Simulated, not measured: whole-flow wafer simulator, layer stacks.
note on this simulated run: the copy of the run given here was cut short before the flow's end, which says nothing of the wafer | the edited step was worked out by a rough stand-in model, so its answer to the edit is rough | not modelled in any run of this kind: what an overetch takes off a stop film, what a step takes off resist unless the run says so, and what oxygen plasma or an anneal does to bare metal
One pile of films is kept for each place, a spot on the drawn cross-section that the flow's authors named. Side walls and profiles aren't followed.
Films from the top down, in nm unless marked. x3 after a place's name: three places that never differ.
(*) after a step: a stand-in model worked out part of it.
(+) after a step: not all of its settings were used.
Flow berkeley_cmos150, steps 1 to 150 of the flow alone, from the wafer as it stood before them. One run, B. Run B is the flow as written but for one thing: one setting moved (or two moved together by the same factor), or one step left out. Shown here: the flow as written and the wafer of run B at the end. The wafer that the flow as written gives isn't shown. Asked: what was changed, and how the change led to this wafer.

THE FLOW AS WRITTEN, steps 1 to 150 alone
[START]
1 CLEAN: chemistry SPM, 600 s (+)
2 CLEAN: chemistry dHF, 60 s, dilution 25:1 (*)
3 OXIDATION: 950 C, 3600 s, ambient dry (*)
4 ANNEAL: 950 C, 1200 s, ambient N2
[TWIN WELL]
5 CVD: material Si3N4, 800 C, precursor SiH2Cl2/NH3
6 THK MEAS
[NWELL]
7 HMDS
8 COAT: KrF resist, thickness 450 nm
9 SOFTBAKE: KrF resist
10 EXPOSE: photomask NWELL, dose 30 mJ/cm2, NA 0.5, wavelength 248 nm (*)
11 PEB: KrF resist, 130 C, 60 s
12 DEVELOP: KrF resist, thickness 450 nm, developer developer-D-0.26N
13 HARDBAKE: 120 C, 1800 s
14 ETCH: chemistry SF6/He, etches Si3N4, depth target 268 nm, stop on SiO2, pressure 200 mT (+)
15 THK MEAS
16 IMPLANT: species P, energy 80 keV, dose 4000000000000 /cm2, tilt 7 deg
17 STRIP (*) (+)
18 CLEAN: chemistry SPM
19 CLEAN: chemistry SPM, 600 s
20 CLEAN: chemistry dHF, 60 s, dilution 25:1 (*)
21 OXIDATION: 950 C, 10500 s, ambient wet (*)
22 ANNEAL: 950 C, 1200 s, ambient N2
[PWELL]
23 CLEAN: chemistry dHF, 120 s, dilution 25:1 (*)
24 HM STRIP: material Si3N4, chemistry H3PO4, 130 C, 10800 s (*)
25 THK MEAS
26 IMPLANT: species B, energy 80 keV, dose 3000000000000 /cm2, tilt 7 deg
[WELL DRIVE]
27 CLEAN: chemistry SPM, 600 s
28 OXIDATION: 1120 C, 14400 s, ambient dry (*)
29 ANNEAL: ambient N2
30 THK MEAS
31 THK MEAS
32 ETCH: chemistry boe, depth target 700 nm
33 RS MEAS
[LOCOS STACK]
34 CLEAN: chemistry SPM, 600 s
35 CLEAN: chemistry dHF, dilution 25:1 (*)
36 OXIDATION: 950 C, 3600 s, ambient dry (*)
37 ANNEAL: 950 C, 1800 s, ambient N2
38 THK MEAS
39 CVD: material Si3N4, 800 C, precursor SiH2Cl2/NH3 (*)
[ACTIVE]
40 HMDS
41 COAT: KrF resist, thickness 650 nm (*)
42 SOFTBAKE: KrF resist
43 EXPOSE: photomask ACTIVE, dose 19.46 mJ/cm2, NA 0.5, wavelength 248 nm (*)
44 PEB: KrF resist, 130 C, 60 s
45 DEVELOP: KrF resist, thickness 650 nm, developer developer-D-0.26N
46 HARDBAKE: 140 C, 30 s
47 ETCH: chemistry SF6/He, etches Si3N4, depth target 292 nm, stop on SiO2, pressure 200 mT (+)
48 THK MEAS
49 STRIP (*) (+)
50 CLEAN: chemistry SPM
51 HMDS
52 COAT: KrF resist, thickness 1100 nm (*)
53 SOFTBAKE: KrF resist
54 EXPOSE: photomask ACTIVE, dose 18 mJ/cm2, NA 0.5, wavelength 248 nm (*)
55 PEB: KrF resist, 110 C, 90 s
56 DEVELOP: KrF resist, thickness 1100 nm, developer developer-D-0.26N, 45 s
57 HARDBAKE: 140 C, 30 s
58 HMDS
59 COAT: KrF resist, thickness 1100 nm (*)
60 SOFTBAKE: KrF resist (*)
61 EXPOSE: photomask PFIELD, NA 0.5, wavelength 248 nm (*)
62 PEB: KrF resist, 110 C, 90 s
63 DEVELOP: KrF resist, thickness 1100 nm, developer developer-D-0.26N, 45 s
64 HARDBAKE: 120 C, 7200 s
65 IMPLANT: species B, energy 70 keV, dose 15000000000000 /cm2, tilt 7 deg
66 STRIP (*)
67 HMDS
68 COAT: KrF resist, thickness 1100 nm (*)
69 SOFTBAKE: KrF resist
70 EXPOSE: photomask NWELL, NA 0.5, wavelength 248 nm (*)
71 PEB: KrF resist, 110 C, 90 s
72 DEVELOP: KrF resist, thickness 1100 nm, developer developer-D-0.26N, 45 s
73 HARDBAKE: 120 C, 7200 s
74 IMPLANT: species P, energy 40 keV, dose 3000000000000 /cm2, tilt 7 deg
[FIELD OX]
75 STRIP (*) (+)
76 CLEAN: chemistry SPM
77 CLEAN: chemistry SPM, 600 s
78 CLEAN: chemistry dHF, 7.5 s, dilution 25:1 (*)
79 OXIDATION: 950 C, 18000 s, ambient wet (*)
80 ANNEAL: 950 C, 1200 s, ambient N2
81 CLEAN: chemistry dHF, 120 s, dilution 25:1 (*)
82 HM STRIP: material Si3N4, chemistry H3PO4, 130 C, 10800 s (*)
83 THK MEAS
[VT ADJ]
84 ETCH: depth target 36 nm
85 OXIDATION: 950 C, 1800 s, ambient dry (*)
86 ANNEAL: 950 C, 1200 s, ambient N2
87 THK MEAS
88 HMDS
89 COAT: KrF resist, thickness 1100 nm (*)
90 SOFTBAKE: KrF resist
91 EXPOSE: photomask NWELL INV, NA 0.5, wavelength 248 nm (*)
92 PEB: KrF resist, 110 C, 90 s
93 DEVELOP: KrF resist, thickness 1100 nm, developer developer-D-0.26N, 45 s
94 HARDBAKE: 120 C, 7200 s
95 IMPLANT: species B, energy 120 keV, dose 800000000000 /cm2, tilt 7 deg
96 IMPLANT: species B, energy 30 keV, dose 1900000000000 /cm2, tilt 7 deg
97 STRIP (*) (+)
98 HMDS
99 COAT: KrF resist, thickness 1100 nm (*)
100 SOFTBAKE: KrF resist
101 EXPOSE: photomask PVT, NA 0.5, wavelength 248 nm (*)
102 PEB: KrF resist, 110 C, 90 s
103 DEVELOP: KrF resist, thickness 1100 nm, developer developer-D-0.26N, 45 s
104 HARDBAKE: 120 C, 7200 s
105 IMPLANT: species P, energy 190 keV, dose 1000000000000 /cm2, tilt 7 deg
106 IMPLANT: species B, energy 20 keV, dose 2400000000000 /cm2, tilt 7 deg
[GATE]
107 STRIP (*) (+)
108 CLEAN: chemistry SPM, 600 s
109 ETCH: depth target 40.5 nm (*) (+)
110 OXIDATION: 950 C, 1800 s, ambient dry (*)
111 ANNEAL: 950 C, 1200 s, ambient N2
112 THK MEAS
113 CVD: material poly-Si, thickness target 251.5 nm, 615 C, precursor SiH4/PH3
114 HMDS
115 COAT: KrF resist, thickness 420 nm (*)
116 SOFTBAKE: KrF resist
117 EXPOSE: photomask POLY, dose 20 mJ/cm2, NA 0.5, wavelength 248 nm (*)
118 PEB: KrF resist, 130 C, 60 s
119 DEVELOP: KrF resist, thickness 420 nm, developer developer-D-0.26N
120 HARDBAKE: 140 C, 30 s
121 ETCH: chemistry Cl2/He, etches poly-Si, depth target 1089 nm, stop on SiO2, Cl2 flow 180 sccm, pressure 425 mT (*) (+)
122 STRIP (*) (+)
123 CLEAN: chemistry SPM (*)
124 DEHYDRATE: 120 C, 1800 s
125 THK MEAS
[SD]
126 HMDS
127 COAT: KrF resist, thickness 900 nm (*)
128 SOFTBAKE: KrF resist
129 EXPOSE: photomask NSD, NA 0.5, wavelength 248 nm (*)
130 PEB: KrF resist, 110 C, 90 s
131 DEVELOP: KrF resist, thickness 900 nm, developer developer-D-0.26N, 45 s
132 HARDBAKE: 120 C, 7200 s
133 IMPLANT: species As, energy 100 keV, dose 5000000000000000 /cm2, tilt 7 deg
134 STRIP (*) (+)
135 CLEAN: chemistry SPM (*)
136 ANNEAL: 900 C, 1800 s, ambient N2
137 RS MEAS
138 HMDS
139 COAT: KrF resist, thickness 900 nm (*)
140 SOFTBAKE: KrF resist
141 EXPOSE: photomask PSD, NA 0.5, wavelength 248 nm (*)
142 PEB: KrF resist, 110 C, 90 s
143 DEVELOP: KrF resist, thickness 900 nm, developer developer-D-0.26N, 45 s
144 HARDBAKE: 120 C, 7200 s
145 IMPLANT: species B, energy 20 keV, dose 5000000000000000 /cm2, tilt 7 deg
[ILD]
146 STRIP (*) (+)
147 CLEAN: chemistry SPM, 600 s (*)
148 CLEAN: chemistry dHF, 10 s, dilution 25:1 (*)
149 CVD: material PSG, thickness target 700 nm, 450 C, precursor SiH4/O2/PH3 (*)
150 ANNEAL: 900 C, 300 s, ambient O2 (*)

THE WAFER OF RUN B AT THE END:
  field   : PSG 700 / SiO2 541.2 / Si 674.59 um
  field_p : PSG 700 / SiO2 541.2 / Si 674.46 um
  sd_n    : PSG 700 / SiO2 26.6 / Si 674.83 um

The cause: step 109, ETCH: depth target 21.75 nm was run, where the flow has depth target 40.5 nm.

How the change led to this, step by step:
  109 ETCH: depth target 40.5 nm (*) (+)
      sd_n: SiO2 -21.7 (as written it would be: SiO2 -40.4 (all of it))
      field, field_p: SiO2 -21.8 (as written it would be: SiO2 -40.5)
  110 OXIDATION: 950 C, 1800 s, ambient dry (*)
      sd_n: SiO2 +13, Si -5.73 (as written it would be: SiO2 +20.4 (new film), Si -8.98)
  120 HARDBAKE: 140 C, 30 s
      gate_n: KrF resist -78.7 (as written it would be: KrF resist -77.1)
  122 STRIP (*) (+)
      gate_n: chemical SiO2 +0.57 (new film), KrF resist -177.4 (all of it), poly-Si -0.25 (as written it would be: chemical SiO2 +0.57 (new film), KrF resist -169.8 (all of it), poly-Si -0.25)
